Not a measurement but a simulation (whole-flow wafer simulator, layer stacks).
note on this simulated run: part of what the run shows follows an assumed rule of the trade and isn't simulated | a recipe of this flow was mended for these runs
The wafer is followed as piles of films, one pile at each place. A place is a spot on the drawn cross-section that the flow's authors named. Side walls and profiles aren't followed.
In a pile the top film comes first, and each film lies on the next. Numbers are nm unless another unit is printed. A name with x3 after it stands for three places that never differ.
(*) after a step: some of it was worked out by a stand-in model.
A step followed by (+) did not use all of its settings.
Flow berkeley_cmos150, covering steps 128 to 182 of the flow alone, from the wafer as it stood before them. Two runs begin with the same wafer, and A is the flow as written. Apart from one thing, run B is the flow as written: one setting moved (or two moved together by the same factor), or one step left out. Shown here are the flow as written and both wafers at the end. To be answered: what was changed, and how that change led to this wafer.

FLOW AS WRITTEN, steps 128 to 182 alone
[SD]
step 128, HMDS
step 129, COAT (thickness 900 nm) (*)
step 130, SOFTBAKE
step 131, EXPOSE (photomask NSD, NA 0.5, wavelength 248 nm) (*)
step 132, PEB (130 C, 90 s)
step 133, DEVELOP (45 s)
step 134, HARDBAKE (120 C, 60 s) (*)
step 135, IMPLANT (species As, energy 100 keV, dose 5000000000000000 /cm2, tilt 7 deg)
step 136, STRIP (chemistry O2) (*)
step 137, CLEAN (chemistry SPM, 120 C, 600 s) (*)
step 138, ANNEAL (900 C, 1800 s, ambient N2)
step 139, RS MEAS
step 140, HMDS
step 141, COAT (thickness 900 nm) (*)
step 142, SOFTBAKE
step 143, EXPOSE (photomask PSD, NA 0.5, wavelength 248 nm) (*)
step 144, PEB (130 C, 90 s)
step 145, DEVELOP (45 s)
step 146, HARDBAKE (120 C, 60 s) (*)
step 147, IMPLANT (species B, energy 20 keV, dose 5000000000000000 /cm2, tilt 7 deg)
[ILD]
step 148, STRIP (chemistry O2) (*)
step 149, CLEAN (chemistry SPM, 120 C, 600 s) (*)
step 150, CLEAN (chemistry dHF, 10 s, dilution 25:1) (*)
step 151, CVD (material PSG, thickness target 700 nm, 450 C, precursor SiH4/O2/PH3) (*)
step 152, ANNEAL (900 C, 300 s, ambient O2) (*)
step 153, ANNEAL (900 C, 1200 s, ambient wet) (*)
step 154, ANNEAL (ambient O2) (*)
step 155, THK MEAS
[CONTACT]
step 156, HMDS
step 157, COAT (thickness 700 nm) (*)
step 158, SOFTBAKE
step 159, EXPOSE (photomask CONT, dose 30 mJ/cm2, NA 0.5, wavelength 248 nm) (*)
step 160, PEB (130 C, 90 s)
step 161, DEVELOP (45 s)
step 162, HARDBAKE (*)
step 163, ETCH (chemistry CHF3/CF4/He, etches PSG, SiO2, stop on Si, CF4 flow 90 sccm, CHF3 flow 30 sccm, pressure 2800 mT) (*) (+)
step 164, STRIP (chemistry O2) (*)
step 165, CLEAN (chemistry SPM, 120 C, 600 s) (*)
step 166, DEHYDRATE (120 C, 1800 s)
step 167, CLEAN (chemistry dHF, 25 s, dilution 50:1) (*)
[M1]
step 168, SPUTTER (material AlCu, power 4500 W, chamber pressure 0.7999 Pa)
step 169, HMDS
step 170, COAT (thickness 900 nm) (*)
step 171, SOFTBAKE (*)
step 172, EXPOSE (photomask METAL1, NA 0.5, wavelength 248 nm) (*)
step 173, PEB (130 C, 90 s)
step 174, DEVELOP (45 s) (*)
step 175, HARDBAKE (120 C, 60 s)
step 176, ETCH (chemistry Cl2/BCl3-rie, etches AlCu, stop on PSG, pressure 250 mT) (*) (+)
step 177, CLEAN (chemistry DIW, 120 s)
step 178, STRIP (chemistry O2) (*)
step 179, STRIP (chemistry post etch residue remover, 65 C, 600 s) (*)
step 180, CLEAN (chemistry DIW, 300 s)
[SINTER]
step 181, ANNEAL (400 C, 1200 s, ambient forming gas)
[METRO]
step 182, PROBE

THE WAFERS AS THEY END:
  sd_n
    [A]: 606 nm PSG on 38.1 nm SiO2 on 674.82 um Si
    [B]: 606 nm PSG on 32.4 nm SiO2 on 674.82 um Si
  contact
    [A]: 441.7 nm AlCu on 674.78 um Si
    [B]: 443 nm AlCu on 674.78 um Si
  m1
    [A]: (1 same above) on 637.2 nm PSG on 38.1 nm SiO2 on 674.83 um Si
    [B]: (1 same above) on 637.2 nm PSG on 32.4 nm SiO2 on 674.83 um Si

The reason: step 138, ANNEAL: 900 C, 1800 s, ambient N2, was not run.

How this came from the change, step by step:
  step 150, CLEAN (chemistry dHF, 10 s, dilution 25:1) (*)
      sd_n, contact, m1: A SiO2 loses 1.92 | B SiO2 loses 7.65
  step 163, ETCH (chemistry CHF3/CF4/He, etches PSG, SiO2, stop on Si, CF4 flow 90 sccm, CHF3 flow 30 sccm, pressure 2800 mT) (*) (+)
      contact: A PSG loses 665 (all of it), SiO2 loses 38.1 (all of it), Si loses 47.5 | B PSG loses 665 (all of it), SiO2 loses 32.4 (all of it), Si loses 47.5
